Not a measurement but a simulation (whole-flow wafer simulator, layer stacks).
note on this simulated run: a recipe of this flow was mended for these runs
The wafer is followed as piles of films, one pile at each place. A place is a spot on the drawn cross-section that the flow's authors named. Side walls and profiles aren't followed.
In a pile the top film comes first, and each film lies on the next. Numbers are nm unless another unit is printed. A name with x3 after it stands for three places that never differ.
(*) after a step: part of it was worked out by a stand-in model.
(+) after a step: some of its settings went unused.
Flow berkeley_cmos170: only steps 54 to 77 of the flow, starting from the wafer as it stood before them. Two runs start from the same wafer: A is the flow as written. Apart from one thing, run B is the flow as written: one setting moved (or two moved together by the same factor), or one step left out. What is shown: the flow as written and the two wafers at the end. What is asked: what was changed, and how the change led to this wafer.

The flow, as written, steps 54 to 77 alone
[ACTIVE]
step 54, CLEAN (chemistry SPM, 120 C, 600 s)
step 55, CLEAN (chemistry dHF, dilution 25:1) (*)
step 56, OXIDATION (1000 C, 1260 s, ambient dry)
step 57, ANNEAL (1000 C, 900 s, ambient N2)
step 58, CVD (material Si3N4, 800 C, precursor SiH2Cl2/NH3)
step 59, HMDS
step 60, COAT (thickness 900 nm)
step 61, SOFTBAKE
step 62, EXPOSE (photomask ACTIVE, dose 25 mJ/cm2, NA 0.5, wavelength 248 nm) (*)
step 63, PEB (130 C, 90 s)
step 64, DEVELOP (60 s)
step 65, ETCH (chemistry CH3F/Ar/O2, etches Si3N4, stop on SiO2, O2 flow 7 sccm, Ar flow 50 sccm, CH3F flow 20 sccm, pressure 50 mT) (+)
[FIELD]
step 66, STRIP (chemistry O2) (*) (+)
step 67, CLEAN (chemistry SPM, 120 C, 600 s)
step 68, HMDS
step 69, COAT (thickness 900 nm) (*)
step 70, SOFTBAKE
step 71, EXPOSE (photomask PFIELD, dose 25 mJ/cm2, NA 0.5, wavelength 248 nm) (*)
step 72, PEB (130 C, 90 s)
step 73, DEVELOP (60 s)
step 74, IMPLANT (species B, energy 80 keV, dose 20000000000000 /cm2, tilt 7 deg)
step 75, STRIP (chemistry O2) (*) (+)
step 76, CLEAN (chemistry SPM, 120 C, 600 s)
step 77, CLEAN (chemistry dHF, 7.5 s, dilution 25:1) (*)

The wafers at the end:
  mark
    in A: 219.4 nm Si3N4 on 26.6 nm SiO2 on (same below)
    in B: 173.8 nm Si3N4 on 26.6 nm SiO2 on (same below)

Cause: step 58, CVD: 780 C was run, whereas the flow has 800 C.

Step by step, how the change led to this:
  step 58, CVD (material Si3N4, 800 C, precursor SiH2Cl2/NH3)
      field, mark, sd_n and 10 more: A +220 Si3N4 (new film) | B +174.4 Si3N4 (new film)
  step 65, ETCH (chemistry CH3F/Ar/O2, etches Si3N4, stop on SiO2, O2 flow 7 sccm, Ar flow 50 sccm, CH3F flow 20 sccm, pressure 50 mT) (+)
      mark, sd_n, spacer_n and 9 more: A -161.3 KrF-resist | B -130.9 KrF-resist
      field: A -220 Si3N4 (all of it), -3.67 SiO2 | B -174.4 Si3N4 (all of it), -3.67 SiO2
  step 66, STRIP (chemistry O2) (*) (+)
      mark, sd_n, spacer_n and 9 more: A -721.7 KrF-resist (all of it) | B -752.2 KrF-resist (all of it)
  step 69, COAT (thickness 900 nm) (*)
      sd_n: A +784.1 KrF-resist (new film) | B +806.7 KrF-resist (new film)
      sd_p: A +807.6 KrF-resist (new film) | B +826.3 KrF-resist (new film)
      (as well as at 2 more places)
  step 75, STRIP (chemistry O2) (*) (+)
      sd_n: A -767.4 KrF-resist (all of it) | B -790 KrF-resist (all of it)
      sd_p: A -790.9 KrF-resist (all of it) | B -809.5 KrF-resist (all of it)
      (as well as at 2 more places)
